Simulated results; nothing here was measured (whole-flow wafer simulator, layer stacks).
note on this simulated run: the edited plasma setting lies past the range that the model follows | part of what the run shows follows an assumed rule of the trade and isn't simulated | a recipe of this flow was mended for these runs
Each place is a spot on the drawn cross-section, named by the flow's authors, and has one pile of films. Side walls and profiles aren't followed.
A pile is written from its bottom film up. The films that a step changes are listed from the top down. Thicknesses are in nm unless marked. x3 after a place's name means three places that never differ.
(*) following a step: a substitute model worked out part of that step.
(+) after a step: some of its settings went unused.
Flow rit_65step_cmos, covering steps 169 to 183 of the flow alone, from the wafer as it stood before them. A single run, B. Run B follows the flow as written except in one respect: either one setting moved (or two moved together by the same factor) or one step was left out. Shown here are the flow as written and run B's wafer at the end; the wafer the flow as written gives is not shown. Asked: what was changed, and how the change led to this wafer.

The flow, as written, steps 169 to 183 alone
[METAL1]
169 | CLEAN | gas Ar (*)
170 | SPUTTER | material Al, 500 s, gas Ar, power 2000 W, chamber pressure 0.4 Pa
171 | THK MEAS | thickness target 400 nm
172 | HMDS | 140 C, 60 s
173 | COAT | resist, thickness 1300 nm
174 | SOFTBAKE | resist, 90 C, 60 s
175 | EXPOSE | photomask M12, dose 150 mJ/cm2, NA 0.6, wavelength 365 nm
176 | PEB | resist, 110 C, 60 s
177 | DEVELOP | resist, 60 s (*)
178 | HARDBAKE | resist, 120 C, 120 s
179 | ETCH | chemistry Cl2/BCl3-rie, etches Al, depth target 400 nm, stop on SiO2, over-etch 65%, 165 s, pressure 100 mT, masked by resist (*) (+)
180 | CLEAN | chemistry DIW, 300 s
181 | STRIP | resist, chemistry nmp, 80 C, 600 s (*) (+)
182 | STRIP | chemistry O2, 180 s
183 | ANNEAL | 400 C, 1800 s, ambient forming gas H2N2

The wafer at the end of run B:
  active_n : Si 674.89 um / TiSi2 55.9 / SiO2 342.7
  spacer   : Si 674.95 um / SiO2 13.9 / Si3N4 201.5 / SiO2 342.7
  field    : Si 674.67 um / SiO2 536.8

Cause: step 170, SPUTTER: power 1295 W was run, while the flow as written has power 2000 W; step 170, SPUTTER: chamber pressure 0.259 Pa was run, where the flow has chamber pressure 0.4 Pa.

How this came from the change, step by step:
  170 | SPUTTER | material Al, 500 s, gas Ar, power 2000 W, chamber pressure 0.4 Pa
      field, field_pw, field_nw and 10 more: Al gains 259 (new film) (it would be, as written: Al gains 400 (new film))
      contact: Al gains 169.2 (new film) (it would be, as written: Al gains 255.4 (new film))
  173 | COAT | resist, thickness 1300 nm
      contact: resist gains 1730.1 (new film) (it would be, as written: resist gains 1785.1 (new film))
  176 | PEB | resist, 110 C, 60 s
      contact: resist loses 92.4 (it would be, as written: resist loses 95.5)
  178 | HARDBAKE | resist, 120 C, 120 s
      contact: resist loses 60 (it would be, as written: resist loses 62.1)
  179 | ETCH | chemistry Cl2/BCl3-rie, etches Al, depth target 400 nm, stop on SiO2, over-etch 65%, 165 s, pressure 100 mT, masked by resist (*) (+)
      field, field_pw, field_nw and 9 more: Al loses 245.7 (all of it), SiO2 loses 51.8 (it would be, as written: Al loses 386.7 (all of it), SiO2 loses 34.2)
  181 | STRIP | resist, chemistry nmp, 80 C, 600 s (*) (+)
      contact: resist loses 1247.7 (all of it) (it would be, as written: resist loses 1297.5 (all of it))
